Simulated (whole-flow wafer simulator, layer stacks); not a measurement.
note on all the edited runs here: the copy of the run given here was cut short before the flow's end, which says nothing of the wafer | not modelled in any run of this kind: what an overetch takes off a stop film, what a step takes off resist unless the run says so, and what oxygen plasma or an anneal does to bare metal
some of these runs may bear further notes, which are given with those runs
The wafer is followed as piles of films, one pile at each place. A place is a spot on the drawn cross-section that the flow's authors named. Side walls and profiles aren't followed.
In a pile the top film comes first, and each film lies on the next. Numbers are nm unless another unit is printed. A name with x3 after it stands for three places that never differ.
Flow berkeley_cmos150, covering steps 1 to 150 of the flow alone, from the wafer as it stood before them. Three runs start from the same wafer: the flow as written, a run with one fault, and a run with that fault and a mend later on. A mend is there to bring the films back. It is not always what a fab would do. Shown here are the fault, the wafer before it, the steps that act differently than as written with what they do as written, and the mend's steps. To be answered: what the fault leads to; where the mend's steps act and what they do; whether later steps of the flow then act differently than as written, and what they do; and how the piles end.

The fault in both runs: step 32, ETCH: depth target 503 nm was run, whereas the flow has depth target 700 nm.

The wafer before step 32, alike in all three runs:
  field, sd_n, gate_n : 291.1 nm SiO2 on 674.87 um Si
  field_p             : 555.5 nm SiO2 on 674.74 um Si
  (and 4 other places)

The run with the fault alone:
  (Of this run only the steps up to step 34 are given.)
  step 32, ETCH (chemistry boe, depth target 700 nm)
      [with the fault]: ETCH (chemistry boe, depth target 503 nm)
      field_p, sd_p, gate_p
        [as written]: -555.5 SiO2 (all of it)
        [with the fault]: -503 SiO2
  Steps further on in the flow that do not act as written:
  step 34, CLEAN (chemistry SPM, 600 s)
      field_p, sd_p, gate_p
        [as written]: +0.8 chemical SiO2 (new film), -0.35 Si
        [with the fault]: nothing
  Once step 34 is done, the piles at field_p, sd_p, gate_p depart from the flow's by more than 2% or 0.5 nm, whichever is larger.
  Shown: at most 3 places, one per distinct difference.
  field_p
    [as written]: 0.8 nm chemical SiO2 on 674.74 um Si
    [with the fault]: 52.5 nm SiO2 on 674.74 um Si

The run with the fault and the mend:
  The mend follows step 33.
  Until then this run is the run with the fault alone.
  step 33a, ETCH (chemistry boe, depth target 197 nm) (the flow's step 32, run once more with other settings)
      field_p, sd_p, gate_p
        -52.5 SiO2 (all of it)
  Every later step of the flow that is run acts as written at every place that is followed.
  The piles end the same as the flow's at every place that both follow.
